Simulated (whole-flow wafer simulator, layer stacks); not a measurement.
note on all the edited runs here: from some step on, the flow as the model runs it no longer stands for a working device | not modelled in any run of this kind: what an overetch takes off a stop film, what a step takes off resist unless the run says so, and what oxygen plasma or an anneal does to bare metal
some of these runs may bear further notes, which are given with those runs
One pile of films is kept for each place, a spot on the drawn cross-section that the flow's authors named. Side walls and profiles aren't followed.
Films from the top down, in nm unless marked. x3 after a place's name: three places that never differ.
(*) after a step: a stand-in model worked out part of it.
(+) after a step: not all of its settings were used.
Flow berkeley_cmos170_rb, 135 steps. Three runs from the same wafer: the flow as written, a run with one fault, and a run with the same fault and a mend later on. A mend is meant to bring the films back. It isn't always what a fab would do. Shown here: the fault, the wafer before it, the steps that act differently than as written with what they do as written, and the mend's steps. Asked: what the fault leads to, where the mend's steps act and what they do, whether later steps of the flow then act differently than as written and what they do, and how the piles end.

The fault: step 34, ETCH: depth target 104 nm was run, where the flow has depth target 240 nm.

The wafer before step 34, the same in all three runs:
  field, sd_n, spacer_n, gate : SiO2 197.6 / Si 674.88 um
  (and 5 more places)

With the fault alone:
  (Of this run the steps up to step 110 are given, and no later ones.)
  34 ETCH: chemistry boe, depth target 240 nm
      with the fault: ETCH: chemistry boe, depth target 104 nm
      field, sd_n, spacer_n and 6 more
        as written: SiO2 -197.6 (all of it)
        with the fault: SiO2 -104
  Later steps of the flow that act differently than as written (16 more steps differ only slightly, by at most 2% or 0.5 nm, whichever is larger, and aren't shown):
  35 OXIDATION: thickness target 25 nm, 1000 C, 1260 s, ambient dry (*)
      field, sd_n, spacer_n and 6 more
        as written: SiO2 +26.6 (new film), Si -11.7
        with the fault: SiO2 +12, Si -5.28
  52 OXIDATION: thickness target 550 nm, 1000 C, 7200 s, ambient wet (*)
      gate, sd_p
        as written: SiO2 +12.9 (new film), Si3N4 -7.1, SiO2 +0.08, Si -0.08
        with the fault: SiO2 +12.9 (new film), Si3N4 -7.1
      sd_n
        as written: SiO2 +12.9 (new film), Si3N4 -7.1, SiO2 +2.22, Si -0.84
        with the fault: SiO2 +12.9 (new film), Si3N4 -7.1
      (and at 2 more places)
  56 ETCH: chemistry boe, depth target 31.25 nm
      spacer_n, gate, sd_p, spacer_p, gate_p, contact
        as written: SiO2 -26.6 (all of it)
        with the fault: SiO2 -31.2
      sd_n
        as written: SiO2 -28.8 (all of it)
        with the fault: SiO2 -31.2
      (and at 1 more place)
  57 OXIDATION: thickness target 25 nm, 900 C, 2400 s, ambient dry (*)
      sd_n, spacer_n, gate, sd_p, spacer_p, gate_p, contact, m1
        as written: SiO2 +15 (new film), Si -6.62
        with the fault: SiO2 +7.33, Si -3.23
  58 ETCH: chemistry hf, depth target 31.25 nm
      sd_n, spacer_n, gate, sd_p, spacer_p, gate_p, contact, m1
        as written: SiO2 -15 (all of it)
        with the fault: SiO2 -31.2
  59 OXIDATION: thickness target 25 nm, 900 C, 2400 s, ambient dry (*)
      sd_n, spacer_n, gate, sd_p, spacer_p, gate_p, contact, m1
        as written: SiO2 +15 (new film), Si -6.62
        with the fault: SiO2 +7.14, Si -3.14
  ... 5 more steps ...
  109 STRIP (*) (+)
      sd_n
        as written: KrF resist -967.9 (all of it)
        with the fault: KrF resist -994.1 (all of it)
  After step 110 the piles differ from the flow's by more than 2% or 0.5 nm, whichever is larger, at field, sd_n, spacer_n, gate, spacer_p, gate_p, contact, m1.
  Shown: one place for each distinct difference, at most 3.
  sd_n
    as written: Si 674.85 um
    with the fault: SiO2 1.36 / Si 674.87 um
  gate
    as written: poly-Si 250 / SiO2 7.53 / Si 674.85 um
    with the fault: poly-Si 250 / SiO2 29.8 / Si 674.87 um
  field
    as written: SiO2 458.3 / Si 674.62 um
    with the fault: SiO2 486.3 / Si 674.64 um

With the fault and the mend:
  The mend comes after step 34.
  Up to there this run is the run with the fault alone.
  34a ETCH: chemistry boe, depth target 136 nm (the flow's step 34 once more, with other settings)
      field, sd_n, spacer_n and 6 more
        SiO2 -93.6 (all of it)
  No later step of the flow acts differently than as written at any place that is followed.
  At the end the piles are the same as the flow's at every place that both follow.
